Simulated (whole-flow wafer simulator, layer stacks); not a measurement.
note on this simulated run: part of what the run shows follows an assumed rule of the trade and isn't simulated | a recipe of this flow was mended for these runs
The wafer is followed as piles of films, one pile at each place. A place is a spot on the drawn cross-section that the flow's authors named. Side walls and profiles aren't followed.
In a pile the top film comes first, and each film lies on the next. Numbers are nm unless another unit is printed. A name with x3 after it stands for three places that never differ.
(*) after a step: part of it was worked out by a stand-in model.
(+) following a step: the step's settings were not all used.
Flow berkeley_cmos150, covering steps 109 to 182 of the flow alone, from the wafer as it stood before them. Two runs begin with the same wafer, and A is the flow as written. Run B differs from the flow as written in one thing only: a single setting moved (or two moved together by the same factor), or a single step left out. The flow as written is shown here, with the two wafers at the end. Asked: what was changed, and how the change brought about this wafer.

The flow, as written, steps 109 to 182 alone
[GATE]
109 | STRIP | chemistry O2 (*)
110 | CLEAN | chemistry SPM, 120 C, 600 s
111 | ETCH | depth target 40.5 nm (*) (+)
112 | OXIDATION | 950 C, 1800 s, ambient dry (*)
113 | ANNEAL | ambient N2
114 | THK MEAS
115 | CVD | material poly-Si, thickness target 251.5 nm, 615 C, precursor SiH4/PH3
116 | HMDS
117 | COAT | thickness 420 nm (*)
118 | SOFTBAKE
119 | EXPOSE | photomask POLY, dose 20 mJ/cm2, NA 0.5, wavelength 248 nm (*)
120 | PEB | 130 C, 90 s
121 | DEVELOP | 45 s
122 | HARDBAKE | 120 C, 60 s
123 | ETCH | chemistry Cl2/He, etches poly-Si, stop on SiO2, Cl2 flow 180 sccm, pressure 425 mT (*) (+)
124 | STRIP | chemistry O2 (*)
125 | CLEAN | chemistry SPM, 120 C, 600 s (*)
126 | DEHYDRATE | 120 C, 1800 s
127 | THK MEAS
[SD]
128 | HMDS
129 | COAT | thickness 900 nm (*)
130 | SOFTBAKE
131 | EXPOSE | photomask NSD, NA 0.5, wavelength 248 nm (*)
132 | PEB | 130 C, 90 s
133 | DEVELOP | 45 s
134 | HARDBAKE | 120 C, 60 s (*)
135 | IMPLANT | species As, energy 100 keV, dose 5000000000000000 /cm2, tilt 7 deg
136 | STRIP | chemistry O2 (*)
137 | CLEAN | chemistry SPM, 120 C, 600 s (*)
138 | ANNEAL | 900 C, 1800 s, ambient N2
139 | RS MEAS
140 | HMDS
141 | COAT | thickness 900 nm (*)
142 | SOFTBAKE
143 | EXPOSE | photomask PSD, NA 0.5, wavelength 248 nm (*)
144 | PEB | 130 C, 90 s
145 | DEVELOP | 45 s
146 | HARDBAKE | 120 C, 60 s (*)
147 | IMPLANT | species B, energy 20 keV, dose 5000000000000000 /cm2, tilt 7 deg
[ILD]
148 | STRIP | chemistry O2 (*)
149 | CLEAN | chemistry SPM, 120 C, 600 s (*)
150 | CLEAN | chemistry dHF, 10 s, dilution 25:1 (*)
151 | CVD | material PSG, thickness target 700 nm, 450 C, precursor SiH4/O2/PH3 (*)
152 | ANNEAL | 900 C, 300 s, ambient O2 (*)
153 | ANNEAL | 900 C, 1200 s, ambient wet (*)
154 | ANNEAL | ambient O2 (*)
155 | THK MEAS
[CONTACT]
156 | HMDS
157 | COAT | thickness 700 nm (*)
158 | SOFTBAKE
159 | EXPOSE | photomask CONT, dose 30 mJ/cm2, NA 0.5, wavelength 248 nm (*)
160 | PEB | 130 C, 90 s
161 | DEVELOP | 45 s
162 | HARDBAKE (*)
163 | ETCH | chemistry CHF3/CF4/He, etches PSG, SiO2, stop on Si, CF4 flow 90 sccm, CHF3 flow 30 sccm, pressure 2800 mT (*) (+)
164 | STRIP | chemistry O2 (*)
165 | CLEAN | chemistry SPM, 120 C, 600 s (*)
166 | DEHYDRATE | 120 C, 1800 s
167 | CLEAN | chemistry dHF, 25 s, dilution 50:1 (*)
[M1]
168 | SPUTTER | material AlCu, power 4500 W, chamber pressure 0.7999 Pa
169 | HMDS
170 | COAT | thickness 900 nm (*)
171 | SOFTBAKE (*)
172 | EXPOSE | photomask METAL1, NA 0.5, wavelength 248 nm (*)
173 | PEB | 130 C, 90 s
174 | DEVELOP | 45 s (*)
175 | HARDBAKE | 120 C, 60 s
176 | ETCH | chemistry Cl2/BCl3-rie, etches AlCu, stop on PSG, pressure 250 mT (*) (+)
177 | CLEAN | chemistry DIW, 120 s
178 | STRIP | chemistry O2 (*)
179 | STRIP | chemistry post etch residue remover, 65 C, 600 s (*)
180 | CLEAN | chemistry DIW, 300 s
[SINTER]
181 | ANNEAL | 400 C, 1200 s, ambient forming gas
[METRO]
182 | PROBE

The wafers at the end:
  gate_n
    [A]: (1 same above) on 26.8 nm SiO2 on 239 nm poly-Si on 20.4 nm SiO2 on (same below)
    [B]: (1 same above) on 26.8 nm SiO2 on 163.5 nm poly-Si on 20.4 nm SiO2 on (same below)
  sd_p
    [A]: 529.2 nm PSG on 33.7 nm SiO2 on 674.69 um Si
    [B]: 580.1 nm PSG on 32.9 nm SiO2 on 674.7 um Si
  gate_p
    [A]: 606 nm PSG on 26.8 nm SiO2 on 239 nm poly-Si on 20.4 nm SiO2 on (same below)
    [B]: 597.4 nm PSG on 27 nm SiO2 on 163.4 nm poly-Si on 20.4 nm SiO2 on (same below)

Cause: step 115, CVD: thickness target 176 nm was run, whereas the flow has thickness target 251.5 nm.

How this came from the change, step by step:
  115 | CVD | material poly-Si, thickness target 251.5 nm, 615 C, precursor SiH4/PH3
      field, field_p, sd_n, gate_n, sd_p, gate_p, contact, m1: A +251.5 poly-Si (new film) | B +176 poly-Si (new film)
  123 | ETCH | chemistry Cl2/He, etches poly-Si, stop on SiO2, Cl2 flow 180 sccm, pressure 425 mT (*) (+)
      field, field_p, sd_n, sd_p, contact, m1: A -251.5 poly-Si (all of it), -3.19 SiO2 | B -176 poly-Si (all of it), -3.19 SiO2
      gate_n, gate_p: A -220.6 KrF-resist | B -166.7 KrF-resist
  124 | STRIP | chemistry O2 (*)
      gate_n: A +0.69 chemical SiO2 (new film), -176.1 KrF-resist (all of it), -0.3 poly-Si | B +0.67 chemical SiO2 (new film), -227.9 KrF-resist (all of it), -0.29 poly-Si
      gate_p: A +0.69 chemical SiO2 (new film), -213.2 KrF-resist (all of it), -0.3 poly-Si | B +0.67 chemical SiO2 (new film), -264.9 KrF-resist (all of it), -0.29 poly-Si
  129 | COAT | thickness 900 nm (*)
      gate_n: A +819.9 thick-KrF-resist (new film) | B +871.4 thick-KrF-resist (new film)
      gate_p: A +888.9 thick-KrF-resist (new film) | B +941.3 thick-KrF-resist (new film)
  133 | DEVELOP | 45 s
      gate_n: A -818.1 thick-KrF-resist (all of it) | B -869.4 thick-KrF-resist (all of it)
  136 | STRIP | chemistry O2 (*)
      gate_p: A -873.6 thick-KrF-resist (all of it), +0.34 chemical SiO2, -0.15 poly-Si | B -925.8 thick-KrF-resist (all of it), +0.34 chemical SiO2, -0.15 poly-Si
  141 | COAT | thickness 900 nm (*)
      gate_n: A +819.7 thick-KrF-resist (new film) | B +871.2 thick-KrF-resist (new film)
      gate_p: A +888.8 thick-KrF-resist (new film) | B +941.2 thick-KrF-resist (new film)
  145 | DEVELOP | 45 s
      gate_p: A -886.7 thick-KrF-resist (all of it) | B -939 thick-KrF-resist (all of it)
  148 | STRIP | chemistry O2 (*)
      gate_n: A -804.5 thick-KrF-resist (all of it), +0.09 chemical SiO2, -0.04 poly-Si | B -855.8 thick-KrF-resist (all of it), +0.09 chemical SiO2, -0.04 poly-Si
  151 | CVD | material PSG, thickness target 700 nm, 450 C, precursor SiH4/O2/PH3 (*)
      sd_p: A +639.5 PSG (new film) | B +683 PSG (new film)
  153 | ANNEAL | 900 C, 1200 s, ambient wet (*)
      sd_p: A -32 PSG, +23.9 SiO2, -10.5 Si | B -34.1 PSG, +23.2 SiO2, -10.2 Si
  157 | COAT | thickness 700 nm (*)
      gate_n: A +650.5 KrF-resist (new film) | B +684.9 KrF-resist (new film)
      sd_p: A +1000.3 KrF-resist (new film) | B +932.2 KrF-resist (new film)
      (and at 1 other place as well)
  164 | STRIP | chemistry O2 (*)
      field_p: A -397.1 KrF-resist (all of it) | B -388.1 KrF-resist (all of it)
      gate_n: A -331.2 KrF-resist (all of it) | B -365.5 KrF-resist (all of it)
      (and at 2 other places as well)
  168 | SPUTTER | material AlCu, power 4500 W, chamber pressure 0.7999 Pa
      sd_p: A +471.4 AlCu (new film) | B +548.7 AlCu (new film)
  170 | COAT | thickness 900 nm (*)
      gate_n: A +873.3 thick-KrF-resist (new film) | B +919.1 thick-KrF-resist (new film)
      sd_p: A +1400.4 thick-KrF-resist (new film) | B +1264.8 thick-KrF-resist (new film)
      (and at 1 other place as well)
  174 | DEVELOP | 45 s (*)
      gate_n: A -871.2 thick-KrF-resist (all of it), -10 AlCu | B -916.9 thick-KrF-resist (all of it), -10 AlCu
      sd_p: A -1396.9 thick-KrF-resist (all of it), -10 AlCu | B -1261.6 thick-KrF-resist (all of it), -10 AlCu
      (and at 1 other place as well)
  176 | ETCH | chemistry Cl2/BCl3-rie, etches AlCu, stop on PSG, pressure 250 mT (*) (+)
      sd_p: A -461.4 AlCu (all of it), -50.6 PSG | B -538.7 AlCu (all of it), -40.9 PSG
